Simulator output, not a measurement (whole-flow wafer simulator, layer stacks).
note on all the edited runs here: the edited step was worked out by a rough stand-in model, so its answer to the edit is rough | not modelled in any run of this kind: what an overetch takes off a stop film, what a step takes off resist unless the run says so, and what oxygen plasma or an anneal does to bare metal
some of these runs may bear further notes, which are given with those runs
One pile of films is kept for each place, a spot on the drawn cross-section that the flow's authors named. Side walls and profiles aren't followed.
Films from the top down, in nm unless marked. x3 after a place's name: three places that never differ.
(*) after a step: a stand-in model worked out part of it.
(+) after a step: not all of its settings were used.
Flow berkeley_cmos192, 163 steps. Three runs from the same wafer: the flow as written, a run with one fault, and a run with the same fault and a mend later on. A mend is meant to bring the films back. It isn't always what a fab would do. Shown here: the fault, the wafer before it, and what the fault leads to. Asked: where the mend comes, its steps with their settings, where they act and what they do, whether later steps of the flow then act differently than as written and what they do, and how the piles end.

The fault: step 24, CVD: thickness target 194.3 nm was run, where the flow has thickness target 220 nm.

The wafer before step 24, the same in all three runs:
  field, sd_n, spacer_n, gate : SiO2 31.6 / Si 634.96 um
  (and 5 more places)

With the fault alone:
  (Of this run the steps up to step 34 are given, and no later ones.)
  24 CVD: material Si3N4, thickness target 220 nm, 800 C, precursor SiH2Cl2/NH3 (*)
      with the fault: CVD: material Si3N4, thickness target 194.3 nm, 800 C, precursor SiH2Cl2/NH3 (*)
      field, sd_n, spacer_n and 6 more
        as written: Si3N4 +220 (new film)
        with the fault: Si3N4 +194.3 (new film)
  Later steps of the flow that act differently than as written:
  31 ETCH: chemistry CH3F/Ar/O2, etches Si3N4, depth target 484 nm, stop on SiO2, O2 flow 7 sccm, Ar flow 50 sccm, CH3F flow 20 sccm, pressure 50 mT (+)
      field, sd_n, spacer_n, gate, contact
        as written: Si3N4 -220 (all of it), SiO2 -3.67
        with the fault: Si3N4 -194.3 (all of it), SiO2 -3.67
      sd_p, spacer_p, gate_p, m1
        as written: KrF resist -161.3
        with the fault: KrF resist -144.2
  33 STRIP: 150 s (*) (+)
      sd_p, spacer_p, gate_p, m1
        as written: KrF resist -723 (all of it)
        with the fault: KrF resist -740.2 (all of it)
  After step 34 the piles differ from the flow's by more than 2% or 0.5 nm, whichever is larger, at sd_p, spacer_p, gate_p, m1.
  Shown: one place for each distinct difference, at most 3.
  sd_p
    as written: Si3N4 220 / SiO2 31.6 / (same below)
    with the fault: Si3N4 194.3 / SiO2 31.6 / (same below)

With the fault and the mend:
  The mend comes after step 30.
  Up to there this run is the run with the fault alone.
  30a STRIP: 150 s (*) (+)
      sd_p, spacer_p, gate_p, m1
        KrF resist -884.4 (all of it)
  30b CLEAN: chemistry SPM (the flow's step 17 once more)
      changes no film at any place that is followed
  30c CVD: material Si3N4, thickness target 25.74 nm, 800 C, precursor SiH2Cl2/NH3 (*) (the flow's step 24 once more, with other settings)
      field, sd_n, spacer_n and 6 more
        Si3N4 +25.7
  30d HMDS (the flow's step 25 once more)
      changes no film at any place that is followed
  30e COAT: KrF resist, thickness 900 nm (the flow's step 26 once more)
      field, sd_n, spacer_n and 6 more
        KrF resist +900 (new film)
  30f SOFTBAKE: KrF resist (the flow's step 27 once more)
      changes no film at any place that is followed
  30g EXPOSE: photomask PWELL, dose 20 mJ/cm2, NA 0.5, wavelength 248 nm (*) (the flow's step 28 once more)
      changes no film at any place that is followed
  30h PEB: KrF resist, 130 C, 60 s (the flow's step 29 once more)
      field, sd_n, spacer_n and 6 more
        KrF resist -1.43
  30i DEVELOP: KrF resist, thickness 900 nm, developer developer-D-0.26N, 45 s (the flow's step 30 once more)
      field, sd_n, spacer_n, gate, contact
        KrF resist -898.6 (all of it)
      sd_p, spacer_p, gate_p, m1
        KrF resist -14.2
  No later step of the flow acts differently than as written, at any place that is followed, by more than 2% or 0.5 nm, whichever is larger.
  At the end the piles are the same as the flow's at every place that both follow.
